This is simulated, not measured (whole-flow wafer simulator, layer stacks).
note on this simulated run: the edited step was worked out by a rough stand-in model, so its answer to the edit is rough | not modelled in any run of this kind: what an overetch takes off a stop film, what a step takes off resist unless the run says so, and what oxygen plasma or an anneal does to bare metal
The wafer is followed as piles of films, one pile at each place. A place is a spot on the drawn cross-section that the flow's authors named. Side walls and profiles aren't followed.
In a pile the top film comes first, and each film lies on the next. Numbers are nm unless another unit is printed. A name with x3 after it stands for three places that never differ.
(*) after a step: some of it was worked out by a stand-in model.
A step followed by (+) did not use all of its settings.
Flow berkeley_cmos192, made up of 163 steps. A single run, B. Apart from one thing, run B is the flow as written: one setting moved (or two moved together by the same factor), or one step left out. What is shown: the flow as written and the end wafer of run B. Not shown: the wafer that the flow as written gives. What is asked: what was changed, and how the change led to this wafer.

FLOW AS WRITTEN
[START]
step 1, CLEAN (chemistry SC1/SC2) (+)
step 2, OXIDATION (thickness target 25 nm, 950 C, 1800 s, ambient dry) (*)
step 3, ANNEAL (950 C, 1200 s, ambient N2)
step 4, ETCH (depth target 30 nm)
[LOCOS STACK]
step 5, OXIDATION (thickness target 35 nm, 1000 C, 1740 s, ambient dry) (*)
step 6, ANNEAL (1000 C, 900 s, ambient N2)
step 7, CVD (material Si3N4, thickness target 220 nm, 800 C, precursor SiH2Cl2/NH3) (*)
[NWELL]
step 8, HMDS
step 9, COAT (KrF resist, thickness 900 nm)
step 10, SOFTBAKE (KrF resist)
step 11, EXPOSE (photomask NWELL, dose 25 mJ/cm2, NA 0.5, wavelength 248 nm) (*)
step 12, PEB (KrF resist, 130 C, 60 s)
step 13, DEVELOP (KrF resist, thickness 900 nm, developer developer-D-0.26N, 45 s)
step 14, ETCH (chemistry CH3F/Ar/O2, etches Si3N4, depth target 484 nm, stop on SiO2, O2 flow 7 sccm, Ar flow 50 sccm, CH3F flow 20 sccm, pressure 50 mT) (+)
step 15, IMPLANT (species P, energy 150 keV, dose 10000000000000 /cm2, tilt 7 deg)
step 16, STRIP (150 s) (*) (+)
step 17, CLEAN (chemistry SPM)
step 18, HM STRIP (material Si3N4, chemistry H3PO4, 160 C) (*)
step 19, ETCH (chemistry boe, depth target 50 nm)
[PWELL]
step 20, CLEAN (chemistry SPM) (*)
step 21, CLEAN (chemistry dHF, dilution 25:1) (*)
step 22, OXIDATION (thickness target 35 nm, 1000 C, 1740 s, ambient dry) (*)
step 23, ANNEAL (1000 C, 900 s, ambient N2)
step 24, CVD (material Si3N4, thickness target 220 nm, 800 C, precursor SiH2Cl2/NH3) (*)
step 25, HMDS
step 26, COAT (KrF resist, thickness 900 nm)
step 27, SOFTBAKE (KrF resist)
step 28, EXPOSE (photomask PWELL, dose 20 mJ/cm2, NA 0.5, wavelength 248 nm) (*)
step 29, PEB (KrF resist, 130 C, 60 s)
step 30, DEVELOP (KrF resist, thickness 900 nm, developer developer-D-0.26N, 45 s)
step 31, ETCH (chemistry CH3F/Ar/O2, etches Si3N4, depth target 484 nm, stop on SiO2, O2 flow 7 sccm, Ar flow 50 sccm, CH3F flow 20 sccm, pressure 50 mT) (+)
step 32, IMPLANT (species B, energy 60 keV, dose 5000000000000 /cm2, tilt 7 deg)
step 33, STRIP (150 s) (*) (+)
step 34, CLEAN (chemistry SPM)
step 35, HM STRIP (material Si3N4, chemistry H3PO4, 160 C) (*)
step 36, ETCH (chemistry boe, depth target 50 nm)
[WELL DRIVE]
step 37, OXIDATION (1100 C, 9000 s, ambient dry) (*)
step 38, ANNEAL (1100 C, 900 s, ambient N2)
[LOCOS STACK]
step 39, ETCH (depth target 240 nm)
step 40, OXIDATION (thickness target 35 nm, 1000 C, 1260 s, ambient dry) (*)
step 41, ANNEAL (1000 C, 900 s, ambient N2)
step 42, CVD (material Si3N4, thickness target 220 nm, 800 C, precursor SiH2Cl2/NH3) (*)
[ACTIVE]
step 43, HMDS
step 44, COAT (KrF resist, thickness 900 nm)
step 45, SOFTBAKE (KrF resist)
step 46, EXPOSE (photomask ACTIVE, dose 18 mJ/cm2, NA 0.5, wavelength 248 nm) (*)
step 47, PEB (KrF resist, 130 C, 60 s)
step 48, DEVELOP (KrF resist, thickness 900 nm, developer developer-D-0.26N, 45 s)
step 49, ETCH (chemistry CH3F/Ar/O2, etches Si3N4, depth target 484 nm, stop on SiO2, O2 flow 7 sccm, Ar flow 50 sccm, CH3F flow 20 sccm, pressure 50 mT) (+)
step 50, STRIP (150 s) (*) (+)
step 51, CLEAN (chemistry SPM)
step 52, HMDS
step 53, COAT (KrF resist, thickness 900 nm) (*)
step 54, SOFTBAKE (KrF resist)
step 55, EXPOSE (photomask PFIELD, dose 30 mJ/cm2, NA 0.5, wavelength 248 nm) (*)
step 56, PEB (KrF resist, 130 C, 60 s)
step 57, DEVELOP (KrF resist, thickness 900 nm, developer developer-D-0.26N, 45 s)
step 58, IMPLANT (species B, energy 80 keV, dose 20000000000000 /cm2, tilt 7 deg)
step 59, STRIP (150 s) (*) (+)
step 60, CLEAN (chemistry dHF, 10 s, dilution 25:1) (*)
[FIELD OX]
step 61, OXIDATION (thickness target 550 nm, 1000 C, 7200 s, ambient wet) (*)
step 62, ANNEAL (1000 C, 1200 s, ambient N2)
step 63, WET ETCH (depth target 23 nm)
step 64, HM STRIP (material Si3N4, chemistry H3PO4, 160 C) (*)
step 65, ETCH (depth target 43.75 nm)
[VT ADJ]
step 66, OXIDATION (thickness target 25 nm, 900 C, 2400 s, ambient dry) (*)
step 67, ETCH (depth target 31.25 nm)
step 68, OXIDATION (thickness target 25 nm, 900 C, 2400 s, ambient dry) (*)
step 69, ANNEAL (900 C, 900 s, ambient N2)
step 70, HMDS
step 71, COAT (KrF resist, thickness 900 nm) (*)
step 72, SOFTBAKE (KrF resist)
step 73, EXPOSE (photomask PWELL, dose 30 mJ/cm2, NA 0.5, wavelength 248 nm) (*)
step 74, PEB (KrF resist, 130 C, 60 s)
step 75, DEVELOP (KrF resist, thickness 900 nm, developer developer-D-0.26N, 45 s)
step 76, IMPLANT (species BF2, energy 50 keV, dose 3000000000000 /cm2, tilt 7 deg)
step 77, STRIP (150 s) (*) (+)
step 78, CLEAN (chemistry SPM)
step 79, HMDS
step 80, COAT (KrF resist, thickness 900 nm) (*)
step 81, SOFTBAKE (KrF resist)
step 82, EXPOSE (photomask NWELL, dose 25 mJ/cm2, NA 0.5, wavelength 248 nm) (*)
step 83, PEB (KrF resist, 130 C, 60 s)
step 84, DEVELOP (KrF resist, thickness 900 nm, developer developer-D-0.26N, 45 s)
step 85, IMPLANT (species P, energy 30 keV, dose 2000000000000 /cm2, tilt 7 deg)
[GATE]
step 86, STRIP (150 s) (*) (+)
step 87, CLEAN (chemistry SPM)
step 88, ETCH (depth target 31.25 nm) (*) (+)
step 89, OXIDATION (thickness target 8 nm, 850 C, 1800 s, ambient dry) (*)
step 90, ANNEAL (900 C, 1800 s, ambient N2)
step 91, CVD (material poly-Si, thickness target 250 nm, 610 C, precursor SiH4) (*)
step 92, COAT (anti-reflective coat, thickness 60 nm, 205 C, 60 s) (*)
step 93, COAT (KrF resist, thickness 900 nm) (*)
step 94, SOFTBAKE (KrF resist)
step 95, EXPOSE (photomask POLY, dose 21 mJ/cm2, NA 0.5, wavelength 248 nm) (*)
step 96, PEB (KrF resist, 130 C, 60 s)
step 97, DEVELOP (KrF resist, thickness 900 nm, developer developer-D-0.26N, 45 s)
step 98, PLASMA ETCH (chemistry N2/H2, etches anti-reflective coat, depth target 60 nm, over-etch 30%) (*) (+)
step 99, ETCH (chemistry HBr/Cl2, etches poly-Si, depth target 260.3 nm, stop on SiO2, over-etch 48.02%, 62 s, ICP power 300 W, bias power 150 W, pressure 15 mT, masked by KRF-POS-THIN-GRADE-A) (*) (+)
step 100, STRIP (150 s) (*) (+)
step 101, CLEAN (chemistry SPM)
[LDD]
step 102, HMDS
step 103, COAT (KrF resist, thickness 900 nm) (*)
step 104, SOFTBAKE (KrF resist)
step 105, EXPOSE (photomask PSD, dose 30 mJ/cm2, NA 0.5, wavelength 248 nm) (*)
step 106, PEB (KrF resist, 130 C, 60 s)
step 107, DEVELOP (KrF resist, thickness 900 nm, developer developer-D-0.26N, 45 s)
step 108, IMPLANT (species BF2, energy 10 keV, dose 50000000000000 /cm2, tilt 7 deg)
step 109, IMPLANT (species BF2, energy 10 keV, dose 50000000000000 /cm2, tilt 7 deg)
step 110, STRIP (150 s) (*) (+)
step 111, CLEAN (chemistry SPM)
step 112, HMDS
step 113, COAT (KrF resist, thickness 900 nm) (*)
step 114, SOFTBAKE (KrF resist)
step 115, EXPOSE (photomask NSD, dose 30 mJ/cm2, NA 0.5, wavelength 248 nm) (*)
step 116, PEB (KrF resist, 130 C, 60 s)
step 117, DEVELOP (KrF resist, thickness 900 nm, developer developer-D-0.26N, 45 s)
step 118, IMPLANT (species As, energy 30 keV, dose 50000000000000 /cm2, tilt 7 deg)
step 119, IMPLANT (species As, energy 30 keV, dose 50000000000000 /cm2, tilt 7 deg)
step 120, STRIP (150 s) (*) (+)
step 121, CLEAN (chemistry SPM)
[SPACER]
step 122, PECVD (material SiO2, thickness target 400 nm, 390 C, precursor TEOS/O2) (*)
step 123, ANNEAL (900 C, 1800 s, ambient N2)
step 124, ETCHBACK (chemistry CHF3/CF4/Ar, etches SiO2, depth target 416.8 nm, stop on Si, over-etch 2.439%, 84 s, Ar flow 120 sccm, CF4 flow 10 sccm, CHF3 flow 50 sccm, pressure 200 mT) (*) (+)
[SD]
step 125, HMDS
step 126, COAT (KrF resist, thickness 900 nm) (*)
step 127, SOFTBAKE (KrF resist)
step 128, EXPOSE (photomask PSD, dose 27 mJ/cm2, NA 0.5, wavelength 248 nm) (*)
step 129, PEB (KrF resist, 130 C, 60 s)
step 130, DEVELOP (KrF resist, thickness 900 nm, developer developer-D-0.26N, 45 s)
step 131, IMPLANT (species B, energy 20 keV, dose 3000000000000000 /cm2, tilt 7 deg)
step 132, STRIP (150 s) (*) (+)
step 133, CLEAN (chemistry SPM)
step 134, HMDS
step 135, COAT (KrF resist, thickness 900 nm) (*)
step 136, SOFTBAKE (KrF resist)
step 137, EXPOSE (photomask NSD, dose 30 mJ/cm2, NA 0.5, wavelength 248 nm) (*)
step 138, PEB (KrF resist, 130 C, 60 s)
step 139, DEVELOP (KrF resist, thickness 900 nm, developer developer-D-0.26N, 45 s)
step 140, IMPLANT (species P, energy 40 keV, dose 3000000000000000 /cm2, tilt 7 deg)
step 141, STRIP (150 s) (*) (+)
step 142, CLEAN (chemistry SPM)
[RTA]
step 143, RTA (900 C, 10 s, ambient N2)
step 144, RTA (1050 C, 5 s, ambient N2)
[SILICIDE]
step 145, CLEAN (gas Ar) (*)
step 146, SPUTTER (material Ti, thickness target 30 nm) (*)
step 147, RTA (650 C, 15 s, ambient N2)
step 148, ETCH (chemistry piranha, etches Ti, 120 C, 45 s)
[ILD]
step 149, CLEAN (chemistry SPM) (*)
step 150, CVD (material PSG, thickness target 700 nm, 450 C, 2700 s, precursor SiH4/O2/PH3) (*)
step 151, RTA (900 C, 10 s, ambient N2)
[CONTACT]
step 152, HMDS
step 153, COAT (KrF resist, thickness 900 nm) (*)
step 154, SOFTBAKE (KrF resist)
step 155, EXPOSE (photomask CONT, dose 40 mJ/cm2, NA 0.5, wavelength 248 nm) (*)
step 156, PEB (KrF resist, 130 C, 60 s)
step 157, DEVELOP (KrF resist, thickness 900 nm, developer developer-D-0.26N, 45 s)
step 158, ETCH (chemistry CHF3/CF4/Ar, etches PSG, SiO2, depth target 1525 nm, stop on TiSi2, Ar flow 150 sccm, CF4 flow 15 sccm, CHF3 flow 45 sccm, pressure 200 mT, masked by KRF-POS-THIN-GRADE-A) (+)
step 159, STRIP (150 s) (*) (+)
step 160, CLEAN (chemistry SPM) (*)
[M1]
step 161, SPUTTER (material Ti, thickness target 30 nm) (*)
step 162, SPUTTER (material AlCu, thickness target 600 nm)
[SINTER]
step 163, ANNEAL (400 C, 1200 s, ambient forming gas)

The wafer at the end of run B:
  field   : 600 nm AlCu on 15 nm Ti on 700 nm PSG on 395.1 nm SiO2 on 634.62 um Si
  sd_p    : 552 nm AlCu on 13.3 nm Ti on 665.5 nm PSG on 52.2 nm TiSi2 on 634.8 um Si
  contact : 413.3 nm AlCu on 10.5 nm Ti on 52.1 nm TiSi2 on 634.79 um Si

Cause: step 161, SPUTTER: thickness target 15 nm was run, while the flow as written has thickness target 30 nm.
One can read it off the wafer: field has Ti 15, and step 161 as written asks for 30 nm.

The path from the change to this, step by step:
  step 161, SPUTTER (material Ti, thickness target 30 nm) (*)
      field, sd_n, spacer_n, gate, spacer_p, gate_p, m1: +15 Ti (new film) (as written it would have been: +30 Ti (new film))
      sd_p: +13.3 Ti (new film) (as written it would have been: +26.6 Ti (new film))
      (and at 1 other place as well)
